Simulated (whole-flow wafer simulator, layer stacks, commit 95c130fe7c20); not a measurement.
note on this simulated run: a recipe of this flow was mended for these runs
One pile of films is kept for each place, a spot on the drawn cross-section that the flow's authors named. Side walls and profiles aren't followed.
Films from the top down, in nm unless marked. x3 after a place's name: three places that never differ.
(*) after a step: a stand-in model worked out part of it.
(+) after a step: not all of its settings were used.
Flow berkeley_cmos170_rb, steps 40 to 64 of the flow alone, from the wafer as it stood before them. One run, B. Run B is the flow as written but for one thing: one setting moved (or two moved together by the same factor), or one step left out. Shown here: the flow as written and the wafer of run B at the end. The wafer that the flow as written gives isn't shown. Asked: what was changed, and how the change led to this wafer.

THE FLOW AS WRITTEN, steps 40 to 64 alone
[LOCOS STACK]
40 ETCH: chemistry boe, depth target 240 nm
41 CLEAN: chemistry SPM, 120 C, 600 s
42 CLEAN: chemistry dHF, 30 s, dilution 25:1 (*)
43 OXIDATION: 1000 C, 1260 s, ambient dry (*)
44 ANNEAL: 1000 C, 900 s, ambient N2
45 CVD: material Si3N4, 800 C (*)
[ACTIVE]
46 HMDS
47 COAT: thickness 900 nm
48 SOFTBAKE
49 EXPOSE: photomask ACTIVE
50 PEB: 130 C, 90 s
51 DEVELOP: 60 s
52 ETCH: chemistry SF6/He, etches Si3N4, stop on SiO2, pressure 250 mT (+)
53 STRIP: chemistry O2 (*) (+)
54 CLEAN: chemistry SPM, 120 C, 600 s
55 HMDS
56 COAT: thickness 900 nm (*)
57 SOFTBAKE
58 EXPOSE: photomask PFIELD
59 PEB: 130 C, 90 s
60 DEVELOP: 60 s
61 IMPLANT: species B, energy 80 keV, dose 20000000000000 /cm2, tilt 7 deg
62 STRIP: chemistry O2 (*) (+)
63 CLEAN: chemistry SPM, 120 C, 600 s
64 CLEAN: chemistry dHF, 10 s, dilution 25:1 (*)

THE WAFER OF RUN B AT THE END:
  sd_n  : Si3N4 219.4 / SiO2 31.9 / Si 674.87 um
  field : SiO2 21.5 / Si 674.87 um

The cause: step 43, OXIDATION: 1764 s was run, where the flow has 1260 s.

How the change led to this, step by step:
  43 OXIDATION: 1000 C, 1260 s, ambient dry (*)
      field, sd_n, spacer_n and 6 more: SiO2 +31.9 (new film), Si -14 (as written it would be: SiO2 +26.6 (new film), Si -11.7)
